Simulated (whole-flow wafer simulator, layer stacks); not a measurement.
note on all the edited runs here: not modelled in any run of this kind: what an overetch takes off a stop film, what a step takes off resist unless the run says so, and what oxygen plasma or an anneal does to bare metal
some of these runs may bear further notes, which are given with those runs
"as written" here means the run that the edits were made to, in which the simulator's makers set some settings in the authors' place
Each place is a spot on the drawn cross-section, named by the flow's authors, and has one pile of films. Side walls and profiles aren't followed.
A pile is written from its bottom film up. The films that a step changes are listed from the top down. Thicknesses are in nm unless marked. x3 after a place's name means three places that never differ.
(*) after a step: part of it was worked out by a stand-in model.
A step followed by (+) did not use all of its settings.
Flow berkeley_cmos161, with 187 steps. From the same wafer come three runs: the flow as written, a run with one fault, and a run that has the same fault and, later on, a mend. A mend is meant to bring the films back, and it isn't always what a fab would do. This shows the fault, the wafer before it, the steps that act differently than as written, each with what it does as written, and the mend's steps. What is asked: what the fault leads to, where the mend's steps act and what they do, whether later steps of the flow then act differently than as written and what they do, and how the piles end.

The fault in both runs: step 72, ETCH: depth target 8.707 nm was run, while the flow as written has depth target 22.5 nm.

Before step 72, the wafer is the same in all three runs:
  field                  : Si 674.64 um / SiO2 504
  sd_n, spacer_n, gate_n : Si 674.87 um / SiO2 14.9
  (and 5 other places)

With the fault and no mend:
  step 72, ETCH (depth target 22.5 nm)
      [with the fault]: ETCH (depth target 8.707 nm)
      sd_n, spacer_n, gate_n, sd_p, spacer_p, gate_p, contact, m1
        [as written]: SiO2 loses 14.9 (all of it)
        [with the fault]: SiO2 loses 8.71
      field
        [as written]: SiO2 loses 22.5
        [with the fault]: SiO2 loses 8.71
  Later steps of the flow acting differently than as written (45 more steps, not shown, differ only slightly: by at most 2% or 0.5 nm, whichever is larger):
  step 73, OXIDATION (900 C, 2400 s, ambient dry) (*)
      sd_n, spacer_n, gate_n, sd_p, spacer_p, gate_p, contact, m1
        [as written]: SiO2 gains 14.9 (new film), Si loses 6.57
        [with the fault]: SiO2 gains 10.9, Si loses 4.77
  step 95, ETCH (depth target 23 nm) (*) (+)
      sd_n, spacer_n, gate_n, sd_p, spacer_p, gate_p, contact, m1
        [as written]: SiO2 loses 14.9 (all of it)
        [with the fault]: SiO2 loses 17.1 (all of it)
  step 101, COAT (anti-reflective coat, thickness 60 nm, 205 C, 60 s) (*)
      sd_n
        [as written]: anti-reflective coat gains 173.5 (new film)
        [with the fault]: anti-reflective coat gains 182.9 (new film)
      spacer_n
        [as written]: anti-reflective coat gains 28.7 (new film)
        [with the fault]: anti-reflective coat gains 26.5 (new film)
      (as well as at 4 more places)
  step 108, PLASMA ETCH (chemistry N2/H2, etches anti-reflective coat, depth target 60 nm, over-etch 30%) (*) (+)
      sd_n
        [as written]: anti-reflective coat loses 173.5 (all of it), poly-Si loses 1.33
        [with the fault]: anti-reflective coat loses 182.9 (all of it), poly-Si loses 1.41
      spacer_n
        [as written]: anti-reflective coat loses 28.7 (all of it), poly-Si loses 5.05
        [with the fault]: anti-reflective coat loses 26.5 (all of it), poly-Si loses 5.42
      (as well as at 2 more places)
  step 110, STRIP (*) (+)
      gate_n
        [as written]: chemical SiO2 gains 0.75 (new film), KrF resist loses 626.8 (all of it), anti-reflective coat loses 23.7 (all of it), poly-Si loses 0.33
        [with the fault]: chemical SiO2 gains 0.75 (new film), KrF resist loses 634.6 (all of it), anti-reflective coat loses 21.5 (all of it), poly-Si loses 0.33
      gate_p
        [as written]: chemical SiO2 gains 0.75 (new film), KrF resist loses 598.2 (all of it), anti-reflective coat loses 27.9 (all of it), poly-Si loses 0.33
        [with the fault]: chemical SiO2 gains 0.75 (new film), KrF resist loses 602.8 (all of it), anti-reflective coat loses 26.8 (all of it), poly-Si loses 0.33
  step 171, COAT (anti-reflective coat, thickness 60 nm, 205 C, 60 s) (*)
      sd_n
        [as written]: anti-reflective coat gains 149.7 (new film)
        [with the fault]: anti-reflective coat gains 159.7 (new film)
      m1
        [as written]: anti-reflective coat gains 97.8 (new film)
        [with the fault]: anti-reflective coat gains 100.8 (new film)
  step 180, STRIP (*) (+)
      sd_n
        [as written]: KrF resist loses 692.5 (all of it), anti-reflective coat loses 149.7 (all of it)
        [with the fault]: KrF resist loses 690.3 (all of it), anti-reflective coat loses 159.7 (all of it)
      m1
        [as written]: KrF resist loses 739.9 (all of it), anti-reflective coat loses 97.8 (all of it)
        [with the fault]: KrF resist loses 744.2 (all of it), anti-reflective coat loses 100.8 (all of it)
  At field, the piles at the end differ from the flow's by more than 2% or 0.5 nm, whichever is larger.
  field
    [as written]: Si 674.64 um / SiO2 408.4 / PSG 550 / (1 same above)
    [with the fault]: Si 674.64 um / SiO2 422.1 / PSG 550 / (1 same above)

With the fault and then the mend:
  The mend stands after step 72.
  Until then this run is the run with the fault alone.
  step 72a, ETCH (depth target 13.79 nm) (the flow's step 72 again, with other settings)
      sd_n, spacer_n, gate_n, sd_p, spacer_p, gate_p, contact, m1
        SiO2 loses 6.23 (all of it)
      field
        SiO2 loses 13.8
  Every later step of the flow that is run acts as written, at every place that is followed, to within 2% or 0.5 nm, whichever is larger.
  At every place that both follow, the piles at the end match the flow's.
